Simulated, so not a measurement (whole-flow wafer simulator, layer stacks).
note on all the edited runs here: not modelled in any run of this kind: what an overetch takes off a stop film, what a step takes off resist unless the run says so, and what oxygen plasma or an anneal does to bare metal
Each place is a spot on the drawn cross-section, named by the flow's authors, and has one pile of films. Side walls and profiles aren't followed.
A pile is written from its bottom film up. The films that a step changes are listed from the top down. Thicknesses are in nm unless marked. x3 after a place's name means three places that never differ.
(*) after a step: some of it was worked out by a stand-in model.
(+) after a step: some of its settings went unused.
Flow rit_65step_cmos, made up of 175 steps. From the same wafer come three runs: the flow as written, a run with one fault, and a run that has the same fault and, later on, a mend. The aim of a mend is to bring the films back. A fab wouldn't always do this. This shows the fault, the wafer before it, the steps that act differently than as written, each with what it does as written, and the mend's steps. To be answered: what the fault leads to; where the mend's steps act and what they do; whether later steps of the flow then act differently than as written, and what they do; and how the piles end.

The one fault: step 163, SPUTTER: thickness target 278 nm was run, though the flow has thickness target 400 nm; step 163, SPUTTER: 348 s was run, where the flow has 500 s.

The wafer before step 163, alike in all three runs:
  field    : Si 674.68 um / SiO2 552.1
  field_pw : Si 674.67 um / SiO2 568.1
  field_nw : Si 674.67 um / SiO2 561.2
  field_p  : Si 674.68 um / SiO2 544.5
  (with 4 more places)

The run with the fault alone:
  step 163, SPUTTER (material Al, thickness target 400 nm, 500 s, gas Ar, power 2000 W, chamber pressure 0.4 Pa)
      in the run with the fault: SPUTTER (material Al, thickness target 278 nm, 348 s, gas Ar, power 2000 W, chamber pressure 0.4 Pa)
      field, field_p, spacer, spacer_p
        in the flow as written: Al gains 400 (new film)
        in the run with the fault: Al gains 278 (new film)
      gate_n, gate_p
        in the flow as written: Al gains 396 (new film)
        in the run with the fault: Al gains 278 (new film)
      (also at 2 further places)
  Later steps of the flow acting differently than as written (not shown: 3 more steps that differ only slightly, by at most 2% or 0.5 nm, whichever is larger):
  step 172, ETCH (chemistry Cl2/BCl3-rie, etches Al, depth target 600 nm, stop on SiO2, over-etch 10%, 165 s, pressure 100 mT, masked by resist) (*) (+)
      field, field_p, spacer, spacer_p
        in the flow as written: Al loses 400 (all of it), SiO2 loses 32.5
        in the run with the fault: Al loses 278 (all of it), SiO2 loses 47.8
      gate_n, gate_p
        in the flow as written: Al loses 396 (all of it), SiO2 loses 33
        in the run with the fault: Al loses 278 (all of it), SiO2 loses 47.8
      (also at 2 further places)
  The piles end different from the flow's at field, field_pw, field_nw, field_p, gate_n, gate_p, spacer, spacer_p by more than 2% or 0.5 nm, whichever is larger.
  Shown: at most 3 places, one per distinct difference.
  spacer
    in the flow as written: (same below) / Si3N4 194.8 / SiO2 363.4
    in the run with the fault: (same below) / Si3N4 194.8 / SiO2 348.2
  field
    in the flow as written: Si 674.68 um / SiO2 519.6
    in the run with the fault: Si 674.68 um / SiO2 504.4
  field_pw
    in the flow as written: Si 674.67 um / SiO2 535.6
    in the run with the fault: Si 674.67 um / SiO2 520.4

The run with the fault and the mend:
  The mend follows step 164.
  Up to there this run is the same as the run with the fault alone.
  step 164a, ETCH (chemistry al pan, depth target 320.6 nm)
      field, field_p, gate_n, gate_p, spacer, spacer_p
        Al loses 278 (all of it)
      field_pw, field_nw
        Al loses 277.8 (all of it)
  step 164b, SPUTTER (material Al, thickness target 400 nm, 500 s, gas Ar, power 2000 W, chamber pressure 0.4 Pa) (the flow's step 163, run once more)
      field, field_pw, field_p, spacer, spacer_p
        Al gains 400 (new film)
      gate_n, gate_p
        Al gains 396 (new film)
      field_nw
        Al gains 397.2 (new film)
  Later steps of the flow that are run all act as written at every place that is followed.
  The piles end the same as the flow's at every place that both follow.
